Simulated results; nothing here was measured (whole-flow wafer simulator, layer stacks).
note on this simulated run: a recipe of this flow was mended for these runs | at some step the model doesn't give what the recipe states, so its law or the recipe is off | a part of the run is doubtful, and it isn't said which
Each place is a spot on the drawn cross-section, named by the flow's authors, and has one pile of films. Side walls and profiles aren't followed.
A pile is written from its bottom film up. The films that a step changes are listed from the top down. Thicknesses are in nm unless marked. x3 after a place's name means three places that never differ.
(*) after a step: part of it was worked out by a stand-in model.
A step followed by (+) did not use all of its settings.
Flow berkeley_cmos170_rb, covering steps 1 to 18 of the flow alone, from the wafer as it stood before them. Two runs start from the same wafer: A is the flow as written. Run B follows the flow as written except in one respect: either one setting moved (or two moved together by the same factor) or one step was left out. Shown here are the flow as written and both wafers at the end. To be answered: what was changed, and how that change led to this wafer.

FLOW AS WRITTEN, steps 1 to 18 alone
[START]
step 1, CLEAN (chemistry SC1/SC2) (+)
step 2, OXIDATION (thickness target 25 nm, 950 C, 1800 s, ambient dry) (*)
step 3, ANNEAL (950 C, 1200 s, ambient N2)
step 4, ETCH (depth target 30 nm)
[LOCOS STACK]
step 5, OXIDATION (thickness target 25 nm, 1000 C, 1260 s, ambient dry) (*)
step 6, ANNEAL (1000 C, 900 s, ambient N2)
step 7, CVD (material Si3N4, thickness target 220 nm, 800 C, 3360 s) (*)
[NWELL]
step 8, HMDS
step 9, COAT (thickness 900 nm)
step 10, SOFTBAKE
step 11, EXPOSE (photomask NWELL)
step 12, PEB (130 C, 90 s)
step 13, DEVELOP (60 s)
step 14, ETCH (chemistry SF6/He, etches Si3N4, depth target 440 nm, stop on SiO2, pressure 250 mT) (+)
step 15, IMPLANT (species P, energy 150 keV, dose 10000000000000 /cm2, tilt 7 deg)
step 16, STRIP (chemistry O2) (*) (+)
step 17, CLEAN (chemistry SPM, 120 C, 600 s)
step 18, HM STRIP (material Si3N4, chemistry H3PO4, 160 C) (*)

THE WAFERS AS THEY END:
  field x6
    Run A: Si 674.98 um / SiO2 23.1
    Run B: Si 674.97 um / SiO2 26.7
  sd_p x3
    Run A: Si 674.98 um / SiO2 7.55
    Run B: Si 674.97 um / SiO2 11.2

The reason: step 2, OXIDATION: thickness target 75 nm was run, whereas the flow has thickness target 25 nm; step 2, OXIDATION: 5400 s was run, where the flow has 1800 s.

Step by step, how the change led to this:
  step 2, OXIDATION (thickness target 25 nm, 950 C, 1800 s, ambient dry) (*)
      field x6, sd_p x3: A +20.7 SiO2 (new film), -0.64 chemical SiO2 (all of it), -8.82 Si | B +41.6 SiO2 (new film), -0.64 chemical SiO2 (all of it), -18 Si
  step 4, ETCH (depth target 30 nm)
      field x6, sd_p x3: A -20.7 SiO2 (all of it) | B -30 SiO2
  step 5, OXIDATION (thickness target 25 nm, 1000 C, 1260 s, ambient dry) (*)
      field x6, sd_p x3: A +26.6 SiO2 (new film), -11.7 Si | B +18.6 SiO2, -8.18 Si
